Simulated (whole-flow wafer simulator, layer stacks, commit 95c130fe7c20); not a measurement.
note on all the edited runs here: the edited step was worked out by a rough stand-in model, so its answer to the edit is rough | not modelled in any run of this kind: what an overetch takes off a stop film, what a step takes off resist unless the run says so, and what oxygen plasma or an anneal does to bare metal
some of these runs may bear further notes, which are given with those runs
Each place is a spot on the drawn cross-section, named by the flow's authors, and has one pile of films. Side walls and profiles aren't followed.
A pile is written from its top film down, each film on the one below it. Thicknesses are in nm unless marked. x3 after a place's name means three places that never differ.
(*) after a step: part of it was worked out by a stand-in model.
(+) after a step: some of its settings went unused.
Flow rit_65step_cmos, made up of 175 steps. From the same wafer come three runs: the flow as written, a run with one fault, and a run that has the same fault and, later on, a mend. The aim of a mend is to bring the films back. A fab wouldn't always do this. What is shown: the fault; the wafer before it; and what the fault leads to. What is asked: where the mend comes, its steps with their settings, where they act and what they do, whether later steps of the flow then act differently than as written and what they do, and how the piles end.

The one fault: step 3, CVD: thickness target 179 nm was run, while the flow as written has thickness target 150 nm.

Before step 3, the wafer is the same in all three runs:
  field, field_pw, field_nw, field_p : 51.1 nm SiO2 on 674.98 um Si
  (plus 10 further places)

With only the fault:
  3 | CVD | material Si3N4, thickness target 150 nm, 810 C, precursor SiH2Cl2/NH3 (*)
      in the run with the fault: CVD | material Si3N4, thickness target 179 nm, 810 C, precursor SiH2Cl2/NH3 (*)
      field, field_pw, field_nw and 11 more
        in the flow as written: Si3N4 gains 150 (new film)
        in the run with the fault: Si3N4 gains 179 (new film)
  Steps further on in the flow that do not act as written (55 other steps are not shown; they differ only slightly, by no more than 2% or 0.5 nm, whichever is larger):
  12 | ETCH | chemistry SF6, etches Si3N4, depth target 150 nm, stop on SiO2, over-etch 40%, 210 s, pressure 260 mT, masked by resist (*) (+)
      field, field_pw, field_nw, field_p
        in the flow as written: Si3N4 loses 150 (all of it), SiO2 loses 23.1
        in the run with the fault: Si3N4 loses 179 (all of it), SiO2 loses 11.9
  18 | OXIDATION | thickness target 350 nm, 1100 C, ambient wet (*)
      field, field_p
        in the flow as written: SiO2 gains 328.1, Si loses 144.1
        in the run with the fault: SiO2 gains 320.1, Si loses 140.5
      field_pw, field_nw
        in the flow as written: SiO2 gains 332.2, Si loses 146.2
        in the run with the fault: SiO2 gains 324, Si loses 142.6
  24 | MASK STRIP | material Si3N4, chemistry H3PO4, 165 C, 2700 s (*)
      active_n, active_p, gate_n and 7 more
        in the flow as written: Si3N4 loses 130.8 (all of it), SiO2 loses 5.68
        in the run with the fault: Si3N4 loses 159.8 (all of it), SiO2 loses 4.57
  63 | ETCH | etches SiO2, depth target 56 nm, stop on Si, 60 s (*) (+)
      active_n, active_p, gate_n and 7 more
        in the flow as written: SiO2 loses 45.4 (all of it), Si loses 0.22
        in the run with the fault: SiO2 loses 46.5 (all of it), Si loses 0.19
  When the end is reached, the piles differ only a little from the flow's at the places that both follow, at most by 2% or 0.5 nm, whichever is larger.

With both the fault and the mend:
  The mend stands after step 4.
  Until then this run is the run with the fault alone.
  4a | ETCH | chemistry h3po4, depth target 205.8 nm
      field, field_pw, field_nw and 11 more
        Si3N4 loses 179 (all of it)
  4b | CLEAN | chemistry SC2, 75 C, 600 s
      does not change any film at any place that is followed
  4c | CVD | material Si3N4, thickness target 150 nm, 810 C, precursor SiH2Cl2/NH3 (*) (the flow's step 3 again)
      field, field_pw, field_nw and 11 more
        Si3N4 gains 150 (new film)
  Later steps of the flow that are run all act as written at every place that is followed.
  The piles end the same as the flow's at every place that both follow.
